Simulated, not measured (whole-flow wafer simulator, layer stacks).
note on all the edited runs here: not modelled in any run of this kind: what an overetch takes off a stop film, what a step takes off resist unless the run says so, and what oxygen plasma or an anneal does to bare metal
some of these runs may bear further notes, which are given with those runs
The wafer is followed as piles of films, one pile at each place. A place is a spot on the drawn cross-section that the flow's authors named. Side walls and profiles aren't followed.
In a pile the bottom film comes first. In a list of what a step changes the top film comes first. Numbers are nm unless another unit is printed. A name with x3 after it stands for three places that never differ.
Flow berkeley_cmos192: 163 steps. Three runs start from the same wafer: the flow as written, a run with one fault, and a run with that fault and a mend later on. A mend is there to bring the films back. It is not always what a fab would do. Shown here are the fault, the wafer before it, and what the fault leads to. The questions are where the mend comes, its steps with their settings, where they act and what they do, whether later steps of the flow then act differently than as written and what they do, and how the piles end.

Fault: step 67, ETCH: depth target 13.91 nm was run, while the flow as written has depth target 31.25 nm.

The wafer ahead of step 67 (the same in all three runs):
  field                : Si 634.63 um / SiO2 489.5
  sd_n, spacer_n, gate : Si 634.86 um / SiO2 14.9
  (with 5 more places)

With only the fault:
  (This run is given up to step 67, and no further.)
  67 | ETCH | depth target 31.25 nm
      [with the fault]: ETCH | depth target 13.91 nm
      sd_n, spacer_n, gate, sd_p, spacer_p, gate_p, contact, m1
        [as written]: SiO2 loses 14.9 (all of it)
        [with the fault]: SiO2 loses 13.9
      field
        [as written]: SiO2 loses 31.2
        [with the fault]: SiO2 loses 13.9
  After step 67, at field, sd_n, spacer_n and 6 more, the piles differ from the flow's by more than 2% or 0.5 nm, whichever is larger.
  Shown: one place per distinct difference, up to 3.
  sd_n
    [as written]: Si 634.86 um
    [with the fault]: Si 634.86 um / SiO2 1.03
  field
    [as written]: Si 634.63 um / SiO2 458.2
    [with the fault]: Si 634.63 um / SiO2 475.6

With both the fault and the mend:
  After step 67 comes the mend.
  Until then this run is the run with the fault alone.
  67a | ETCH | depth target 17.34 nm (the flow's step 67, run once more with other settings)
      sd_n, spacer_n, gate, sd_p, spacer_p, gate_p, contact, m1
        SiO2 loses 1.03 (all of it)
      field
        SiO2 loses 17.3
  Every later step of the flow that is run acts as written, at every place that is followed, to within 2% or 0.5 nm, whichever is larger.
  By the end, the piles equal the flow's at every place that both follow.
